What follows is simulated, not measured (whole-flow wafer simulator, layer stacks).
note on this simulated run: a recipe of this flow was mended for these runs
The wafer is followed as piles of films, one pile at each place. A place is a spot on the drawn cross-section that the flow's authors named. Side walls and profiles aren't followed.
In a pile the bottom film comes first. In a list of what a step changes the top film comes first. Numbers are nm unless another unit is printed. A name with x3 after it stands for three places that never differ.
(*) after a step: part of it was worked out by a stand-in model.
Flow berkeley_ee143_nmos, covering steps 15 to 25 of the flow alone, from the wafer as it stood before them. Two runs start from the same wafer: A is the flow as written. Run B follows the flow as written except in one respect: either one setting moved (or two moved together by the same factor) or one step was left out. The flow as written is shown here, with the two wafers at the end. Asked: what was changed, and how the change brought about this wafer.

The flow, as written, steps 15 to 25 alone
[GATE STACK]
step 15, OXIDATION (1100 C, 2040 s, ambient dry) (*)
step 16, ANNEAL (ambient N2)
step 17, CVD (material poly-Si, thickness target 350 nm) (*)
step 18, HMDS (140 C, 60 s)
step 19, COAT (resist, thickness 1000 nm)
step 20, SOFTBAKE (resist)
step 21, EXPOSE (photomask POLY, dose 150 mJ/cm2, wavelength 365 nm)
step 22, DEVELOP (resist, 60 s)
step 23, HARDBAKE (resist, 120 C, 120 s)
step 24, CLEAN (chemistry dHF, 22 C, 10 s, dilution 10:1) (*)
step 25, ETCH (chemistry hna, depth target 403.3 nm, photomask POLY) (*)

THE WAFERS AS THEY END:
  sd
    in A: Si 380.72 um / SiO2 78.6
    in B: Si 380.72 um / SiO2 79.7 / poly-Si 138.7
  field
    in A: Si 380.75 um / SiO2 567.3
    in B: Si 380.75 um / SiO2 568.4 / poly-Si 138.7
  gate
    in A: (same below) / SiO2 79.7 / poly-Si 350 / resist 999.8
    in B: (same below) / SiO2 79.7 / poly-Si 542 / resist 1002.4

What caused this: step 17, CVD: thickness target 542 nm was run, whereas the flow has thickness target 350 nm.
The wafer itself shows it: gate has poly-Si 542, and step 17 as written asks for 350 nm.

Step by step, how the change led to this:
  step 17, CVD (material poly-Si, thickness target 350 nm) (*)
      gate, sd, contact, field: A +350 poly-Si (new film) | B +542 poly-Si (new film)
  step 25, ETCH (chemistry hna, depth target 403.3 nm, photomask POLY) (*)
      sd, contact, field: A -350 poly-Si (all of it), -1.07 SiO2 | B -403.3 poly-Si
